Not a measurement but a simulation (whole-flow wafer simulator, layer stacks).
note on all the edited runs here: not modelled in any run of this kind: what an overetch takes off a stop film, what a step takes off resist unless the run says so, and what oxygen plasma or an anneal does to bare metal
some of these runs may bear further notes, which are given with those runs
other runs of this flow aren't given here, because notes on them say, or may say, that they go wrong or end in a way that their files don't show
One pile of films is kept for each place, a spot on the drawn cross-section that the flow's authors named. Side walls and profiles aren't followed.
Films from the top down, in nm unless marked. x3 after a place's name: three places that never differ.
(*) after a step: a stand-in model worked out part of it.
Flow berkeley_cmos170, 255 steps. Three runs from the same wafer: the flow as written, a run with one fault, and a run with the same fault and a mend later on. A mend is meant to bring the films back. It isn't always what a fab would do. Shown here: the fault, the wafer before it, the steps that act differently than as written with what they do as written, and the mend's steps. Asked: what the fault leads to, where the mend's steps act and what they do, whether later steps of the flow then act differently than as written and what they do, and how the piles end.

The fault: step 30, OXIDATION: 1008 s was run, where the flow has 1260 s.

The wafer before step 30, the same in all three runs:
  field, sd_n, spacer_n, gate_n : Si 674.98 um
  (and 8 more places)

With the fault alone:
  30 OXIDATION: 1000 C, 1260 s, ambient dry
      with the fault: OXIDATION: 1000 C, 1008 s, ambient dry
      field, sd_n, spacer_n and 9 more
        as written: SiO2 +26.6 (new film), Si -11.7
        with the fault: SiO2 +23.6 (new film), Si -10.4
  Later steps of the flow that act differently than as written:
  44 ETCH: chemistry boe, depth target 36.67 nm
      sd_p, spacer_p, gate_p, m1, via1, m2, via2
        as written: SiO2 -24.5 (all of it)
        with the fault: SiO2 -21.5 (all of it)
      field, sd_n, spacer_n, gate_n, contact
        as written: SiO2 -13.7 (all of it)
        with the fault: SiO2 -10.7 (all of it)
  At the end the piles differ from the flow's only slightly at the places that both follow, by at most 2% or 0.5 nm, whichever is larger.

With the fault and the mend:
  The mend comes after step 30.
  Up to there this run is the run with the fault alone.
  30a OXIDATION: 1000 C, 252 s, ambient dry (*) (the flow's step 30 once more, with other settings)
      field, sd_n, spacer_n and 9 more
        SiO2 +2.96, Si -1.3
  No later step of the flow acts differently than as written at any place that is followed.
  At the end the piles are the same as the flow's at every place that both follow.
